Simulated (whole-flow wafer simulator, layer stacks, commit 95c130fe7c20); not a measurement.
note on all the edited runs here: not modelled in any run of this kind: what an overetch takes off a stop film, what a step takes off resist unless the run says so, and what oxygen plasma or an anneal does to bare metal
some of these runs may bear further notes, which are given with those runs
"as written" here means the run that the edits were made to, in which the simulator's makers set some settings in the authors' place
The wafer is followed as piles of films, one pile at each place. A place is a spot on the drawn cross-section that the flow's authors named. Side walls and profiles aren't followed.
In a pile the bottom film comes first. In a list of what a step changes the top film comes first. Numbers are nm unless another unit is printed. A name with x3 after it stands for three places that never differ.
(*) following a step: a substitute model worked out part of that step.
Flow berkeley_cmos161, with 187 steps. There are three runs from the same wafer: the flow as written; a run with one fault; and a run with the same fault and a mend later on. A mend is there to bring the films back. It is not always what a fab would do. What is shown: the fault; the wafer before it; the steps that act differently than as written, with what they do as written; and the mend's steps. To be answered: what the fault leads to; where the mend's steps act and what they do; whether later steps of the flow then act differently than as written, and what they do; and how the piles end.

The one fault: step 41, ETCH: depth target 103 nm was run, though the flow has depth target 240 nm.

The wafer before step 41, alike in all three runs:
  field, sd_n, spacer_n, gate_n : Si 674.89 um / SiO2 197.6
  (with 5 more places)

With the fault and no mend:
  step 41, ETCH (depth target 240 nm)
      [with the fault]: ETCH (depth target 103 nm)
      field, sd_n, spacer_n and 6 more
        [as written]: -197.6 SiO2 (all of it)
        [with the fault]: -103 SiO2
  Steps further on in the flow that do not act as written (not shown: 33 more steps that differ only slightly, by at most 2% or 0.5 nm, whichever is larger):
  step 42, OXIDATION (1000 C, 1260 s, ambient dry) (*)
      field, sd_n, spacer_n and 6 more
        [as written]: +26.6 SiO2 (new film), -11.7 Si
        [with the fault]: +11.9 SiO2, -5.26 Si
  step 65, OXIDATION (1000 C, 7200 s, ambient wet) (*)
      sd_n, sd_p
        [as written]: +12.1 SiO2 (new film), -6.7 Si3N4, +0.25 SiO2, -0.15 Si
        [with the fault]: +12.1 SiO2 (new film), -6.7 Si3N4
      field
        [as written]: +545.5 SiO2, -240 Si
        [with the fault]: +494.3 SiO2, -217.5 Si
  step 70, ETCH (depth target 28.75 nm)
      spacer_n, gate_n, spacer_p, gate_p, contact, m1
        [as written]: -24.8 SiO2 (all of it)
        [with the fault]: -28.8 SiO2
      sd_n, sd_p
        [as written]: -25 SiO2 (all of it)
        [with the fault]: -28.8 SiO2
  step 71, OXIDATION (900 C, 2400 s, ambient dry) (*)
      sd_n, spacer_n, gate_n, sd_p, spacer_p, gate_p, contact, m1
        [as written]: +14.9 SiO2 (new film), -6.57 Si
        [with the fault]: +7.21 SiO2, -3.17 Si
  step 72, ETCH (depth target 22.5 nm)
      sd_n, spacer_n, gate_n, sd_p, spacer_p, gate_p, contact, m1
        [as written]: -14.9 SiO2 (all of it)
        [with the fault]: -22.5 SiO2
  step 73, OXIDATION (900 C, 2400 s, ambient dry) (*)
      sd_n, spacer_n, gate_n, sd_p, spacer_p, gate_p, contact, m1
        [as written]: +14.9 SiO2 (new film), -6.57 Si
        [with the fault]: +6.79 SiO2, -2.99 Si
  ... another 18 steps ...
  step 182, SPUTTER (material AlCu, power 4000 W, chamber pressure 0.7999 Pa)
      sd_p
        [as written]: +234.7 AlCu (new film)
        [with the fault]: +224.5 AlCu (new film)
  At field, spacer_n, gate_n, sd_p, spacer_p, gate_p, the piles at the end differ from the flow's by more than 2% or 0.5 nm, whichever is larger.
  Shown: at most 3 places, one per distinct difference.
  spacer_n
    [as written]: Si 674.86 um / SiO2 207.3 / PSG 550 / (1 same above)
    [with the fault]: Si 674.88 um / SiO2 247.4 / PSG 550 / (1 same above)
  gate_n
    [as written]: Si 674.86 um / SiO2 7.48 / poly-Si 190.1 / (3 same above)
    [with the fault]: Si 674.88 um / SiO2 47.6 / poly-Si 190.1 / (3 same above)
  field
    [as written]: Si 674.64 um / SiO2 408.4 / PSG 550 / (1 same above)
    [with the fault]: Si 674.67 um / SiO2 437.1 / PSG 550 / (1 same above)

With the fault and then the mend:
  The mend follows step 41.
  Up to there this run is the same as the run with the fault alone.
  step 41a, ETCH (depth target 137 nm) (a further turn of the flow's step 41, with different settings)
      field, sd_n, spacer_n and 6 more
        -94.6 SiO2 (all of it)
  Later steps of the flow that are run all act as written at every place that is followed.
  At every place that both follow, the piles at the end match the flow's.
